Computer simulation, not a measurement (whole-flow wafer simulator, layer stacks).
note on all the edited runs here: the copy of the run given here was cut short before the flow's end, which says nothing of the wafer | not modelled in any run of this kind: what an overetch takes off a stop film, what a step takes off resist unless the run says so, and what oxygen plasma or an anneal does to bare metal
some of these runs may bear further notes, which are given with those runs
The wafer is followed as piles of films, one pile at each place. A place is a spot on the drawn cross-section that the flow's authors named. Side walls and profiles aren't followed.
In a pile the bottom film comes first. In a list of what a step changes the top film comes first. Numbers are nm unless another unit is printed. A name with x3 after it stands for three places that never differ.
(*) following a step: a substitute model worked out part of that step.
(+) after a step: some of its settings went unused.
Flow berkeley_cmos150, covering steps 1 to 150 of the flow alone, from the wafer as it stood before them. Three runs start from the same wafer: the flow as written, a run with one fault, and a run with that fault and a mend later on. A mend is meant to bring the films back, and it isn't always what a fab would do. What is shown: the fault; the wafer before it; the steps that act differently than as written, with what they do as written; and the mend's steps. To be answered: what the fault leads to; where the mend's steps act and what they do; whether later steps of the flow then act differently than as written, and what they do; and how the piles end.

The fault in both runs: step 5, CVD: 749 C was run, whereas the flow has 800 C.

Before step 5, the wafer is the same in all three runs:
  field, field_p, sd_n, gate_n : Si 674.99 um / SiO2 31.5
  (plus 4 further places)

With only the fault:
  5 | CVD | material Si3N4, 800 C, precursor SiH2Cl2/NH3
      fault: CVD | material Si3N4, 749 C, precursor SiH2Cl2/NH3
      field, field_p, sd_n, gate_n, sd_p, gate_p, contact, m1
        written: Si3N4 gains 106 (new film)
        fault: Si3N4 gains 53.5 (new film)
  Later steps of the flow acting differently than as written (not shown: 29 more steps that differ only slightly, by at most 2% or 0.5 nm, whichever is larger):
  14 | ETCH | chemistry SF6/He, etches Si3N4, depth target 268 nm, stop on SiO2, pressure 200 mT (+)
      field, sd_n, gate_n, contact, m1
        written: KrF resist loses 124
        fault: KrF resist loses 66.8
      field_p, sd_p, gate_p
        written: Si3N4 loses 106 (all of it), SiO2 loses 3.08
        fault: Si3N4 loses 53.5 (all of it), SiO2 loses 3.08
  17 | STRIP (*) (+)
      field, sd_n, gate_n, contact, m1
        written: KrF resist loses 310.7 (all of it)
        fault: KrF resist loses 367.9 (all of it)
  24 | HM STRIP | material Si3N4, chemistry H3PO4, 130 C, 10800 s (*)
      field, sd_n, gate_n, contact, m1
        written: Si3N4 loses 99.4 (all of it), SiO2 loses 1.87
        fault: Si3N4 loses 46.8 (all of it), SiO2 loses 2.32
  When the end is reached, the piles differ only a little from the flow's at the places that both follow, at most by 2% or 0.5 nm, whichever is larger.

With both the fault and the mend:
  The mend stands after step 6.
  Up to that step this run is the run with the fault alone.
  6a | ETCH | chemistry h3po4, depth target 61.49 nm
      field, field_p, sd_n, gate_n, sd_p, gate_p, contact, m1
        Si3N4 loses 53.5 (all of it)
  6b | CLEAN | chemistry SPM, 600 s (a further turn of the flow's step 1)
      alters no film at any place that is followed
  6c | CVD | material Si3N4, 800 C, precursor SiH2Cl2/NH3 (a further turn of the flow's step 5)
      field, field_p, sd_n, gate_n, sd_p, gate_p, contact, m1
        Si3N4 gains 106 (new film)
  Later steps of the flow that are run all act as written at every place that is followed.
  By the end, the piles equal the flow's at every place that both follow.
